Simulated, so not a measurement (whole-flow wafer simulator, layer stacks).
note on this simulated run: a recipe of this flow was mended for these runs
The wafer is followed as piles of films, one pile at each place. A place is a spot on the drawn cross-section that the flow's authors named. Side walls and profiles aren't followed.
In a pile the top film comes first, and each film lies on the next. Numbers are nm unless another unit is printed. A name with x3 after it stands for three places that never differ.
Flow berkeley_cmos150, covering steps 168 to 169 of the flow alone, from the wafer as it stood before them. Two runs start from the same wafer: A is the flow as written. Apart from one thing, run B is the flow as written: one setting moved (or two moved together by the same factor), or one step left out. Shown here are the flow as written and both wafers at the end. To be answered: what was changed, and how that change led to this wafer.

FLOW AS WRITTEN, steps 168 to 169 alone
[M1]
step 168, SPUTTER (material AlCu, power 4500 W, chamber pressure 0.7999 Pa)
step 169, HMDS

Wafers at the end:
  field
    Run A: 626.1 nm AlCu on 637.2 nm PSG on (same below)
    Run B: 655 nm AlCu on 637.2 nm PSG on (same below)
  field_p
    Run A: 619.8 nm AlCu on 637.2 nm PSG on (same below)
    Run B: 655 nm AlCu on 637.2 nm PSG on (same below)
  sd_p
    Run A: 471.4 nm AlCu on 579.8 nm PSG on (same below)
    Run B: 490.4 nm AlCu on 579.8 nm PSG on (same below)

The reason: step 168, SPUTTER: chamber pressure 0.7039 Pa was run, whereas the flow has chamber pressure 0.7999 Pa.

How this came from the change, step by step:
  step 168, SPUTTER (material AlCu, power 4500 W, chamber pressure 0.7999 Pa)
      field, sd_n, gate_n, gate_p, m1: A +626.1 AlCu (new film) | B +655 AlCu (new film)
      field_p: A +619.8 AlCu (new film) | B +655 AlCu (new film)
      (also at 2 further places)
